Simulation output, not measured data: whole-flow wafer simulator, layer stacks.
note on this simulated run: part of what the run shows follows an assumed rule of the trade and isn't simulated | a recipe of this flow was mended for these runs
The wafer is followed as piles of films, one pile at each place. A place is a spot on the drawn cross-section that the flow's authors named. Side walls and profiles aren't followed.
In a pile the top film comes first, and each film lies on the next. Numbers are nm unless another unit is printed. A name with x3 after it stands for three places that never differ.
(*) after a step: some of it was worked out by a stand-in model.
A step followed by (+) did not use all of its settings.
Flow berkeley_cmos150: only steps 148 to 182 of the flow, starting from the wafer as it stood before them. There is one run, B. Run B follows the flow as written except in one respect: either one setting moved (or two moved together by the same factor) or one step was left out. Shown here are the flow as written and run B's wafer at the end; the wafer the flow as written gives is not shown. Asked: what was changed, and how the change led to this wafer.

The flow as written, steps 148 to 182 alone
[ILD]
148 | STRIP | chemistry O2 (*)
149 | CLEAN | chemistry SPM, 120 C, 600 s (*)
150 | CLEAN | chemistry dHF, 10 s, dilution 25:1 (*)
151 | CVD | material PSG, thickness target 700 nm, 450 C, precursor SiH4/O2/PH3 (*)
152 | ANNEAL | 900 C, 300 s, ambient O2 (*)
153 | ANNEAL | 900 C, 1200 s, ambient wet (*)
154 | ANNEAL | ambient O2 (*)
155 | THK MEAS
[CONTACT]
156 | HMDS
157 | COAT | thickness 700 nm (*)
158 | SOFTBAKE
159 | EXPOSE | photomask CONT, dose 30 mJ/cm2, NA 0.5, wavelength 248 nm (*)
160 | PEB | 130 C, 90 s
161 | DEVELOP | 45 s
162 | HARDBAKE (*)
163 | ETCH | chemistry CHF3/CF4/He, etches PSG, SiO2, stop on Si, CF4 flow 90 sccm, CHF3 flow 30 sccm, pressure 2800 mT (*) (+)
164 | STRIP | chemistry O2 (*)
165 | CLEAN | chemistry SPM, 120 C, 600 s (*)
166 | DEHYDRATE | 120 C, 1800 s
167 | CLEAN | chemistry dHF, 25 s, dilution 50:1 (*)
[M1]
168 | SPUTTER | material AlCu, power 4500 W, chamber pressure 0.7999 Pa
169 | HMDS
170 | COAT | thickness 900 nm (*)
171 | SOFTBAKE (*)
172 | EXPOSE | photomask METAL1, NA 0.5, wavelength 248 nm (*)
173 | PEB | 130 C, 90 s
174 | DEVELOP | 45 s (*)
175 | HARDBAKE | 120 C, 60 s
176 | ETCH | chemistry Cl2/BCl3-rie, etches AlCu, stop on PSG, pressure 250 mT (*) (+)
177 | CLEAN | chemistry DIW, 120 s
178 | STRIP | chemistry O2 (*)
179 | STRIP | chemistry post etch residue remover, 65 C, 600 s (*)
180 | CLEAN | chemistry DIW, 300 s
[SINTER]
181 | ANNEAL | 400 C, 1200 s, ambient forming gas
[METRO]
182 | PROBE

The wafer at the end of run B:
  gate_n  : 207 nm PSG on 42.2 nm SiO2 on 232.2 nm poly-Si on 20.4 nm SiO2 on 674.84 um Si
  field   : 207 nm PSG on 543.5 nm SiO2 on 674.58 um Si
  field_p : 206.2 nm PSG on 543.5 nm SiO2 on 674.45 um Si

Cause: step 151, CVD: thickness target 280 nm was run, though the flow has thickness target 700 nm.

Step by step, how the change led to this:
  151 | CVD | material PSG, thickness target 700 nm, 450 C, precursor SiH4/O2/PH3 (*)
      field, field_p, sd_n, gate_n, gate_p, contact, m1: +280 PSG (new film) (in the flow as written it would be: +700 PSG (new film))
      sd_p: +260.6 PSG (new film) (in the flow as written it would be: +639.5 PSG (new film))
  153 | ANNEAL | 900 C, 1200 s, ambient wet (*)
      sd_n, contact, m1: -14 PSG, +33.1 SiO2, -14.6 Si (in the flow as written it would be: -35 PSG, +22.8 SiO2, -10 Si)
      field, field_p: -14 PSG, +21 SiO2, -9.23 Si (in the flow as written it would be: -35 PSG, +16.3 SiO2, -7.15 Si)
      (and at 3 other places as well)
  157 | COAT | thickness 700 nm (*)
      field: +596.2 KrF-resist (new film) (in the flow as written it would be: +613.7 KrF-resist (new film))
      field_p: +690.2 KrF-resist (new film) (in the flow as written it would be: +716.6 KrF-resist (new film))
      (and at 4 other places as well)
  163 | ETCH | chemistry CHF3/CF4/He, etches PSG, SiO2, stop on Si, CF4 flow 90 sccm, CHF3 flow 30 sccm, pressure 2800 mT (*) (+)
      field, field_p, sd_n, gate_n, sd_p, gate_p, m1: -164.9 KrF-resist (in the flow as written it would be: -303.7 KrF-resist)
      contact: -266 PSG (all of it), -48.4 SiO2 (all of it), -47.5 Si (in the flow as written it would be: -665 PSG (all of it), -38.1 SiO2 (all of it), -47.5 Si)
  164 | STRIP | chemistry O2 (*)
      field: -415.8 KrF-resist (all of it) (in the flow as written it would be: -294.5 KrF-resist (all of it))
      field_p: -509.6 KrF-resist (all of it) (in the flow as written it would be: -397.1 KrF-resist (all of it))
      (and at 5 other places as well)
  168 | SPUTTER | material AlCu, power 4500 W, chamber pressure 0.7999 Pa
      sd_p: +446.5 AlCu (new film) (in the flow as written it would be: +471.4 AlCu (new film))
      contact: +551.6 AlCu (new film) (in the flow as written it would be: +443.6 AlCu (new film))
  170 | COAT | thickness 900 nm (*)
      field: +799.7 thick-KrF-resist (new film) (in the flow as written it would be: +782.6 thick-KrF-resist (new film))
      sd_n: +1002.9 thick-KrF-resist (new film) (in the flow as written it would be: +1135.4 thick-KrF-resist (new film))
      (and at 5 other places as well)
  173 | PEB | 130 C, 90 s
      contact: -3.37 thick-KrF-resist (in the flow as written it would be: -4.56 thick-KrF-resist)
  174 | DEVELOP | 45 s (*)
      field: -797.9 thick-KrF-resist (all of it), -10 AlCu (in the flow as written it would be: -780.8 thick-KrF-resist (all of it), -10 AlCu)
      sd_n: -1000.5 thick-KrF-resist (all of it), -10 AlCu (in the flow as written it would be: -1132.6 thick-KrF-resist (all of it), -10 AlCu)
      (and at 3 other places as well)
  175 | HARDBAKE | 120 C, 60 s
      contact: -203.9 thick-KrF-resist (in the flow as written it would be: -263.1 thick-KrF-resist)
      m1: -153.7 thick-KrF-resist (in the flow as written it would be: -148.2 thick-KrF-resist)
  176 | ETCH | chemistry Cl2/BCl3-rie, etches AlCu, stop on PSG, pressure 250 mT (*) (+)
      sd_p: -436.5 AlCu (all of it), -53.7 PSG (in the flow as written it would be: -461.4 AlCu (all of it), -50.6 PSG)
  178 | STRIP | chemistry O2 (*)
      contact: -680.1 thick-KrF-resist (all of it) (in the flow as written it would be: -1006.2 thick-KrF-resist (all of it))
      m1: -403.9 thick-KrF-resist (all of it) (in the flow as written it would be: -373.8 thick-KrF-resist (all of it))
